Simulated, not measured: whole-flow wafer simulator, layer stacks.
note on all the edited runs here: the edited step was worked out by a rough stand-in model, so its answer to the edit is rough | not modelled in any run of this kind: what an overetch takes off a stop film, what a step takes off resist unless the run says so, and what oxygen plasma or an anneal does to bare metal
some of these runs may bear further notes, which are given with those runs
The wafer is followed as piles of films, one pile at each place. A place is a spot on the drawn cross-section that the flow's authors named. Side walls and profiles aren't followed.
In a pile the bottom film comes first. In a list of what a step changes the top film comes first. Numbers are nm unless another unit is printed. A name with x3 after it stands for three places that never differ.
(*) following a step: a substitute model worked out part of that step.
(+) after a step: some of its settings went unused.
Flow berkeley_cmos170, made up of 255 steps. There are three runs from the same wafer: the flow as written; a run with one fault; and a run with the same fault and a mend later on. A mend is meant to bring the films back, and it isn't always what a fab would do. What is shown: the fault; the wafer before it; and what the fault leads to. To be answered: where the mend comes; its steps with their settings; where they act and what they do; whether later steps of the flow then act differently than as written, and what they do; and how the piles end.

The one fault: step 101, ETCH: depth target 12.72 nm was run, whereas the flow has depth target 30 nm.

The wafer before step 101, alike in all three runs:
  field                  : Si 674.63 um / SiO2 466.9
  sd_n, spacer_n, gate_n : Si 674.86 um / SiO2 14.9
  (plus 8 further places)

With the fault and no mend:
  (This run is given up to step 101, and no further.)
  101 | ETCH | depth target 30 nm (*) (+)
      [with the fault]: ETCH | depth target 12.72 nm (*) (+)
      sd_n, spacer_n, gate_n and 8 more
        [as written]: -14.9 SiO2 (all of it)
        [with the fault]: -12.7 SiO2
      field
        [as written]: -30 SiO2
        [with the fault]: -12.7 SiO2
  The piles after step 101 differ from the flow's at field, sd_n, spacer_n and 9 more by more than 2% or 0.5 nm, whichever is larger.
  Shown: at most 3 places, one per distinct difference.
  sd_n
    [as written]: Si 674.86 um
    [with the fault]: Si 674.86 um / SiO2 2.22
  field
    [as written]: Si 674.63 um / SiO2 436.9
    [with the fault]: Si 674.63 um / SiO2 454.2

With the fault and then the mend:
  The mend stands after step 101.
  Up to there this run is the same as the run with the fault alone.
  101a | ETCH | depth target 17.28 nm (*) (+) (the flow's step 101 again, with other settings)
      sd_n, spacer_n, gate_n and 8 more
        -2.22 SiO2 (all of it)
      field
        -17.3 SiO2
  Later steps of the flow that are run all act as written at every place that is followed.
  At every place that both follow, the piles at the end match the flow's.
